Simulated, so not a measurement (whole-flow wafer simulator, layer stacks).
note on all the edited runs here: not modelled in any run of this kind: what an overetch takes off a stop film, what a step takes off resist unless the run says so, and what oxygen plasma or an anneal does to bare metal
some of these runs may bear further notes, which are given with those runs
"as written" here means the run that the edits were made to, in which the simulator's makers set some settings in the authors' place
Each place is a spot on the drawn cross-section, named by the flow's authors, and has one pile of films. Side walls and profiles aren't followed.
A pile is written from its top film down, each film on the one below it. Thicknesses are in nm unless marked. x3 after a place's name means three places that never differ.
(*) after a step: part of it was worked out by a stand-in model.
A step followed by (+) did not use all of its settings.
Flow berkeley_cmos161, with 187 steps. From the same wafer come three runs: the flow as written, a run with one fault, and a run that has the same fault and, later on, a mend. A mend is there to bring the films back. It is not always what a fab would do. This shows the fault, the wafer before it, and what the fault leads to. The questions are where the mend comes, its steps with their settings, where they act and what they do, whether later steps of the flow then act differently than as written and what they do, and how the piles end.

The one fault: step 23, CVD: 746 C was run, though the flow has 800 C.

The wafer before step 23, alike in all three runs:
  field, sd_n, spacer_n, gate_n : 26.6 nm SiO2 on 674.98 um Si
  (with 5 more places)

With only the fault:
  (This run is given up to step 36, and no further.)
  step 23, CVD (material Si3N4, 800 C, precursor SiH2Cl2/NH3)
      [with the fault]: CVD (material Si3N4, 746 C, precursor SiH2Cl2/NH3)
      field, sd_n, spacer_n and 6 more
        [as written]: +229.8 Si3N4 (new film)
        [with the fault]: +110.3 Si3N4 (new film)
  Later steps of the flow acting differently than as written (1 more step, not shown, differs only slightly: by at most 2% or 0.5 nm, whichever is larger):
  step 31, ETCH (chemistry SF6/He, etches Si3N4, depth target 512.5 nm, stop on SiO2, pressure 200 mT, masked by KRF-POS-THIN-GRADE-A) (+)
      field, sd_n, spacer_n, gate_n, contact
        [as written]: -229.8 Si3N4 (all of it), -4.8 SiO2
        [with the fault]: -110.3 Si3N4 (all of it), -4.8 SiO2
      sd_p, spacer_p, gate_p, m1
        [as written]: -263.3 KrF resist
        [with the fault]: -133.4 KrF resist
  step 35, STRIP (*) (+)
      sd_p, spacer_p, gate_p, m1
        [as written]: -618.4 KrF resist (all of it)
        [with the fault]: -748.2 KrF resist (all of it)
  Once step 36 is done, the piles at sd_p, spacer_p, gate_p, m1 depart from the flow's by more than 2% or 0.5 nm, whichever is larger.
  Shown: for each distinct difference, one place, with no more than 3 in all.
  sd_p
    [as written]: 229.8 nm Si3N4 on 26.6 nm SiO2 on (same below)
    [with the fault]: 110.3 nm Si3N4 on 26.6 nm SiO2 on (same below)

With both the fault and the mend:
  The mend stands after step 23.
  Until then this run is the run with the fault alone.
  step 23a, ETCH (chemistry h3po4, depth target 126.8 nm)
      field, sd_n, spacer_n and 6 more
        -110.3 Si3N4 (all of it)
  step 23b, CLEAN (chemistry SPM) (the flow's step 16, run once more)
      leaves every film unchanged at each place that is followed
  step 23c, CVD (material Si3N4, 800 C, precursor SiH2Cl2/NH3) (the flow's step 23, run once more)
      field, sd_n, spacer_n and 6 more
        +229.8 Si3N4 (new film)
  None of the later steps of the flow acts differently than as written at any place that is followed.
  At every place that both follow, the piles at the end match the flow's.
